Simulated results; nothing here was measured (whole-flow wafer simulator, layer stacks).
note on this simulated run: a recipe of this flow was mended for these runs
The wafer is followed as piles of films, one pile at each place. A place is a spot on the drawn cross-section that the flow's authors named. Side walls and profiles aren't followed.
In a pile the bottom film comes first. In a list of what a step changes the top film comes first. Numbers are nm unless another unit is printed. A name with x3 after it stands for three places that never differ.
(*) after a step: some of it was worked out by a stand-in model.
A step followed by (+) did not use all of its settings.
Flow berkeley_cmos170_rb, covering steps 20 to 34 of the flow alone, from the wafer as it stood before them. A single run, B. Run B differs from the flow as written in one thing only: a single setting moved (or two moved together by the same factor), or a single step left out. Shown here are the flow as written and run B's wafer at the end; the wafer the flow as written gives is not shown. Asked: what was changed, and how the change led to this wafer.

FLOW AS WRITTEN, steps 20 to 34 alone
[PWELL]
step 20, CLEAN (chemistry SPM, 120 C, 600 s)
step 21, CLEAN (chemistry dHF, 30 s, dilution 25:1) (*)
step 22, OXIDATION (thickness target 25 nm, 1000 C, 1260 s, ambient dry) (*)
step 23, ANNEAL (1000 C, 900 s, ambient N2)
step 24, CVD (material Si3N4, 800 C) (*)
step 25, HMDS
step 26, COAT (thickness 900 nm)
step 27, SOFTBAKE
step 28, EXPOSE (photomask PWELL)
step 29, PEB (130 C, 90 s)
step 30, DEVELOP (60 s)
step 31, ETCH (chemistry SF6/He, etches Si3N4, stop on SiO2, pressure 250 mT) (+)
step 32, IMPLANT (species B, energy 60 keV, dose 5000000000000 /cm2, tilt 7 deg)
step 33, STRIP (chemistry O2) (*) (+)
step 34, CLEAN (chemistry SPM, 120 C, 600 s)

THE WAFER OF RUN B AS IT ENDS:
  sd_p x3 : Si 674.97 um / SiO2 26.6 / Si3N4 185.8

Cause: step 24, CVD: 788 C was run, whereas the flow has 800 C.

The path from the change to this, step by step:
  step 24, CVD (material Si3N4, 800 C) (*)
      field x6, sd_p x3: +185.8 Si3N4 (new film) (in the flow as written it would be: +220 Si3N4 (new film))
  step 31, ETCH (chemistry SF6/He, etches Si3N4, stop on SiO2, pressure 250 mT) (+)
      field x6: -185.8 Si3N4 (all of it), -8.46 SiO2 (in the flow as written it would be: -220 Si3N4 (all of it), -8.46 SiO2)
      sd_p x3: -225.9 KrF-resist (in the flow as written it would be: -263 KrF-resist)
  step 33, STRIP (chemistry O2) (*) (+)
      sd_p x3: -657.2 KrF-resist (all of it) (in the flow as written it would be: -620 KrF-resist (all of it))
